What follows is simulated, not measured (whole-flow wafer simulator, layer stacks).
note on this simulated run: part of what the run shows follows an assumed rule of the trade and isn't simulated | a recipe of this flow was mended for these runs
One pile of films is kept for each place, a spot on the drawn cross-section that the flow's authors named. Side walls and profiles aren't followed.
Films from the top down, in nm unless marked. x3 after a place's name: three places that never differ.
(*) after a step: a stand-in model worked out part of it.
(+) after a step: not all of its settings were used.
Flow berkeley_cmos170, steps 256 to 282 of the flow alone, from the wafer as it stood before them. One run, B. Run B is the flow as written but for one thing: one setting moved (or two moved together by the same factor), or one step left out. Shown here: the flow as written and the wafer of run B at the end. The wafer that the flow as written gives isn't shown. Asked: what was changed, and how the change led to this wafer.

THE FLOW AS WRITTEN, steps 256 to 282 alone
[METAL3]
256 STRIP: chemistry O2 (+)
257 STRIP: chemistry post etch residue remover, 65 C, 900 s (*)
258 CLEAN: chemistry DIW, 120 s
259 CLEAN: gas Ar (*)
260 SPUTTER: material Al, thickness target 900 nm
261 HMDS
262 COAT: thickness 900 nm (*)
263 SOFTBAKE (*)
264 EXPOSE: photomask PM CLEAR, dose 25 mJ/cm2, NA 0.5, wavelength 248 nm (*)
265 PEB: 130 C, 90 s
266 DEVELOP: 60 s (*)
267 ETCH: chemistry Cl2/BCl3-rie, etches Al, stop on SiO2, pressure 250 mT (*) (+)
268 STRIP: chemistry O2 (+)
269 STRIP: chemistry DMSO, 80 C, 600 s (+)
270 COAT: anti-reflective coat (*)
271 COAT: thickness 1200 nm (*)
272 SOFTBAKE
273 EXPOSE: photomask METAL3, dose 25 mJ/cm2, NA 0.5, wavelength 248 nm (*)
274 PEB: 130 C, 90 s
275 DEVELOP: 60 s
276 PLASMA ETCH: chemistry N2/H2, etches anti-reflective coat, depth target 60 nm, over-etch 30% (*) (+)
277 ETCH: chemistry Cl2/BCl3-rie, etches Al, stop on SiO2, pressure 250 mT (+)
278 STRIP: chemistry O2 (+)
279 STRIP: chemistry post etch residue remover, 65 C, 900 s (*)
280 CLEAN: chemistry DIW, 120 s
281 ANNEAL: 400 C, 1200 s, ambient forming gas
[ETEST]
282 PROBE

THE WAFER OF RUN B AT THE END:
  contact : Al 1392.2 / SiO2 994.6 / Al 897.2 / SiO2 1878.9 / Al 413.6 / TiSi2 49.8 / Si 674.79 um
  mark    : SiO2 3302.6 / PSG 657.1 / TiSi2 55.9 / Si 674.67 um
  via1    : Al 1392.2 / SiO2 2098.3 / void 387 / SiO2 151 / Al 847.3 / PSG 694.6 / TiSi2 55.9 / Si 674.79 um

The cause: step 260, SPUTTER: thickness target 1395 nm was run, where the flow has thickness target 900 nm.

How the change led to this, step by step:
  260 SPUTTER: material Al, thickness target 900 nm
      field, mark, sd_n and 9 more: Al +1395 (new film) (as written it would be: Al +900 (new film))
      via2: Al +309 (as written it would be: Al +259.4)
  262 COAT: thickness 900 nm (*)
      via2: KrF-resist +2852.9 (new film) (as written it would be: KrF-resist +2428.6 (new film))
  265 PEB: 130 C, 90 s
      via2: KrF-resist -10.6 (as written it would be: KrF-resist -7.55)
  267 ETCH: chemistry Cl2/BCl3-rie, etches Al, stop on SiO2, pressure 250 mT (*) (+)
      field, sd_n, spacer_n and 9 more: KrF-resist -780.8 (as written it would be: KrF-resist -533.3)
      mark: Al -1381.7 (all of it), SiO2 -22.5 (as written it would be: Al -886.7 (all of it), SiO2 -22.5)
  268 STRIP: chemistry O2 (+)
      field, spacer_n, gate_n: KrF-resist -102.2 (all of it) (as written it would be: KrF-resist -349.7 (all of it))
      spacer_p, gate_p: KrF-resist -102 (all of it) (as written it would be: KrF-resist -349.6 (all of it))
      (and at 7 more places)
  270 COAT: anti-reflective coat (*)
      via2: anti-reflective coat +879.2 (new film) (as written it would be: anti-reflective coat +671.1 (new film))
  271 COAT: thickness 1200 nm (*)
      m1: KrF-resist +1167 (new film) (as written it would be: KrF-resist +1194.3 (new film))
      m2: KrF-resist +1168.8 (new film) (as written it would be: KrF-resist +1207.4 (new film))
      (and at 1 more place)
  274 PEB: 130 C, 90 s
      via2: KrF-resist -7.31 (as written it would be: KrF-resist -6.08)
  277 ETCH: chemistry Cl2/BCl3-rie, etches Al, stop on SiO2, pressure 250 mT (+)
      field, sd_n, spacer_n, gate_n, sd_p, spacer_p, gate_p: Al -1395 (all of it), SiO2 -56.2 (as written it would be: Al -900 (all of it), SiO2 -56.2)
      contact, m1, via1, m2, via2: KrF-resist -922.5 (as written it would be: KrF-resist -675)
      (and at 1 more place)
  278 STRIP: chemistry O2 (+)
      contact: KrF-resist -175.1 (all of it), anti-reflective coat -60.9 (all of it) (as written it would be: KrF-resist -424 (all of it), anti-reflective coat -61.1 (all of it))
      m1: KrF-resist -148.8 (all of it), anti-reflective coat -41.4 (all of it) (as written it would be: KrF-resist -423.6 (all of it), anti-reflective coat -40.9 (all of it))
      (and at 3 more places)
